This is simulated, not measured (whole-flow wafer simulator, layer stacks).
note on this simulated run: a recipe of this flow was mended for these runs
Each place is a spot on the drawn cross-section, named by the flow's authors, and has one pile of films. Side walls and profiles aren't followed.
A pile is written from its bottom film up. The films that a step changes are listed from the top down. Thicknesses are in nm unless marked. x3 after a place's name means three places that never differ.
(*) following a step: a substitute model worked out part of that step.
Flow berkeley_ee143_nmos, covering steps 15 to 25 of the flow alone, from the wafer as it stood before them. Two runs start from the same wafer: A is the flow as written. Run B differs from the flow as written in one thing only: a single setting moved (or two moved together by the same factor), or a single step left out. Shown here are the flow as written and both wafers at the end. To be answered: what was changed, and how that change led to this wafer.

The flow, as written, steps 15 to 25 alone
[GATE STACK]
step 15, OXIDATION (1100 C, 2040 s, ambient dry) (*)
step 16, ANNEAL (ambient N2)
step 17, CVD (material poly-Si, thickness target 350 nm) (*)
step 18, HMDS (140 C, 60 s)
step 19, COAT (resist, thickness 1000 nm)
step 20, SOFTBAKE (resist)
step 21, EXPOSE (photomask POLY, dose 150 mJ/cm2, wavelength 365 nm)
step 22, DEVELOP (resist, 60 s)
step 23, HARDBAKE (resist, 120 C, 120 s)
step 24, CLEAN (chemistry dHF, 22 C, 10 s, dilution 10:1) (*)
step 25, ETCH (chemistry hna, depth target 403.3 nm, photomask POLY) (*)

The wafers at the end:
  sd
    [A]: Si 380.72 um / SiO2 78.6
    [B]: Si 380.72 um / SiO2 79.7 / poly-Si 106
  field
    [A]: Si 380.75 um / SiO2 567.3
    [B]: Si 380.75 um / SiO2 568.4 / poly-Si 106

Cause: step 25, ETCH: depth target 244 nm was run, whereas the flow has depth target 403.3 nm.

How this came from the change, step by step:
  step 25, ETCH (chemistry hna, depth target 403.3 nm, photomask POLY) (*)
      sd, contact, field: A poly-Si loses 350 (all of it), SiO2 loses 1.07 | B poly-Si loses 244
